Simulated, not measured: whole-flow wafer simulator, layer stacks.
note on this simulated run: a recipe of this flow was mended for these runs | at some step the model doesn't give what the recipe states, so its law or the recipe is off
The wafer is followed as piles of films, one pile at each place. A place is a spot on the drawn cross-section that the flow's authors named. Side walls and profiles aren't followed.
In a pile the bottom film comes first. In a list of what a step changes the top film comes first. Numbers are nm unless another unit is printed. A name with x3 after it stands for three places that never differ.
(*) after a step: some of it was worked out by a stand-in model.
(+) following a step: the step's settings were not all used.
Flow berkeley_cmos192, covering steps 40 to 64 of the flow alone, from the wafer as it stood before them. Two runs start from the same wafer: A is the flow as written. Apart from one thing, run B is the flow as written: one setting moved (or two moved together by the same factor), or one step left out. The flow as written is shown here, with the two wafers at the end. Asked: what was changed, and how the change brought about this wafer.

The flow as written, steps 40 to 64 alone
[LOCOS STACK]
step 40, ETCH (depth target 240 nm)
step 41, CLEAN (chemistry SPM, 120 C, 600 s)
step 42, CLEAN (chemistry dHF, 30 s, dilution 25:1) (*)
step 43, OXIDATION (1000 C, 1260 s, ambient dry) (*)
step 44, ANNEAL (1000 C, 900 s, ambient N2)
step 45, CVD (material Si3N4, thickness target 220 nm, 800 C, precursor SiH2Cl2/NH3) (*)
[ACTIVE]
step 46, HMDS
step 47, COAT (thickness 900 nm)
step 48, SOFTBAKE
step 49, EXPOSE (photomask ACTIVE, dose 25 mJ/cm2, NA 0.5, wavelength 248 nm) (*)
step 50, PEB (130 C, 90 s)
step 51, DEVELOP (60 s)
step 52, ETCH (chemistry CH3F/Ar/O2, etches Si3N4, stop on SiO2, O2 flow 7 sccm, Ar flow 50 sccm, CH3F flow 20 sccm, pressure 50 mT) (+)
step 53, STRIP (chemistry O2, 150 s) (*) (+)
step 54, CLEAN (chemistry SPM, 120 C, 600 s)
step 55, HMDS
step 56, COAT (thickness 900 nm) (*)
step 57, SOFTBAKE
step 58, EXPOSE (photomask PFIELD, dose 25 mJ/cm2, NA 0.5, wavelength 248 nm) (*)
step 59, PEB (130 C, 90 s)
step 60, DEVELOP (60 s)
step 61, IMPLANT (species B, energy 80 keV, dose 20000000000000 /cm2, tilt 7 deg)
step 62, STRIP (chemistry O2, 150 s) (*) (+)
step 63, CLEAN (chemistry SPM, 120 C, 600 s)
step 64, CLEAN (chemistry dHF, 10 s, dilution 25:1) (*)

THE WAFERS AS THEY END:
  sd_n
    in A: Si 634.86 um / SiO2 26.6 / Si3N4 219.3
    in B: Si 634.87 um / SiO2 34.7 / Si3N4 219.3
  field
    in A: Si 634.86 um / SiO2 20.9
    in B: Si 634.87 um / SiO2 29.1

The reason: step 40, ETCH: depth target 180 nm was run, though the flow has depth target 240 nm.

The path from the change to this, step by step:
  step 40, ETCH (depth target 240 nm)
      field, sd_n, spacer_n and 6 more: A -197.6 SiO2 (all of it) | B -180 SiO2
  step 41, CLEAN (chemistry SPM, 120 C, 600 s)
      field, sd_n, spacer_n and 6 more: A +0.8 chemical SiO2 (new film), -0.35 Si | B nothing
  step 42, CLEAN (chemistry dHF, 30 s, dilution 25:1) (*)
      field, sd_n, spacer_n and 6 more: A -0.8 chemical SiO2 (all of it) | B -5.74 SiO2
  step 43, OXIDATION (1000 C, 1260 s, ambient dry) (*)
      field, sd_n, spacer_n and 6 more: A +26.6 SiO2 (new film), -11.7 Si | B +22.8 SiO2, -10 Si
